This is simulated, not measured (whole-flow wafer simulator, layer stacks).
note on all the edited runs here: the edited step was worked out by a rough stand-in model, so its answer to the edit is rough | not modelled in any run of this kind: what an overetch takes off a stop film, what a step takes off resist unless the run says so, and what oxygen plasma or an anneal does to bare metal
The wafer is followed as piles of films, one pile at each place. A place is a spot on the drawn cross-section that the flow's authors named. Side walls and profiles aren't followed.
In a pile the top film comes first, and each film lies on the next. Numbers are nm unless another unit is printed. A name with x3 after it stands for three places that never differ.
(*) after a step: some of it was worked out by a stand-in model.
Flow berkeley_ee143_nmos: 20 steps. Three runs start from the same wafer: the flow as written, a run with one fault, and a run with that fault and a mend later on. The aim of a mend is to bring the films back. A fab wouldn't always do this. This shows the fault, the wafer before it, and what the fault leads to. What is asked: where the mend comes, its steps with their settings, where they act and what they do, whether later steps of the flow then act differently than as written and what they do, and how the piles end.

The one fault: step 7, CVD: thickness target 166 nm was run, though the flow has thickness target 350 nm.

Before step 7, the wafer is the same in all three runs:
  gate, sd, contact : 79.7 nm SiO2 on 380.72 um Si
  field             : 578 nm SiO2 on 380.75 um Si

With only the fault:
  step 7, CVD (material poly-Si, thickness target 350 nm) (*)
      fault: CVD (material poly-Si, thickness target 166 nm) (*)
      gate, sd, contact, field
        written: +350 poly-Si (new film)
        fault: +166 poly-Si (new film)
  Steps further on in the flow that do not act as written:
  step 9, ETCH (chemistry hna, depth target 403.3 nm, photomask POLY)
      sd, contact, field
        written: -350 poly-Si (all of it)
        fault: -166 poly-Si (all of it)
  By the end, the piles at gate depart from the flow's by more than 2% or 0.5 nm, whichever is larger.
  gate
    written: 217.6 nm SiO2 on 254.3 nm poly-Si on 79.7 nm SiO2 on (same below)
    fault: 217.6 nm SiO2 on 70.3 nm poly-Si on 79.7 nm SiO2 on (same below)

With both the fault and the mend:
  The mend follows step 7.
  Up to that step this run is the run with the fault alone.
  step 7a, CVD (material poly-Si, thickness target 184 nm) (*) (a further turn of the flow's step 7, with different settings)
      gate, sd, contact, field
        +184 poly-Si
  None of the later steps of the flow acts differently than as written at any place that is followed.
  At every place that both follow, the piles at the end match the flow's.
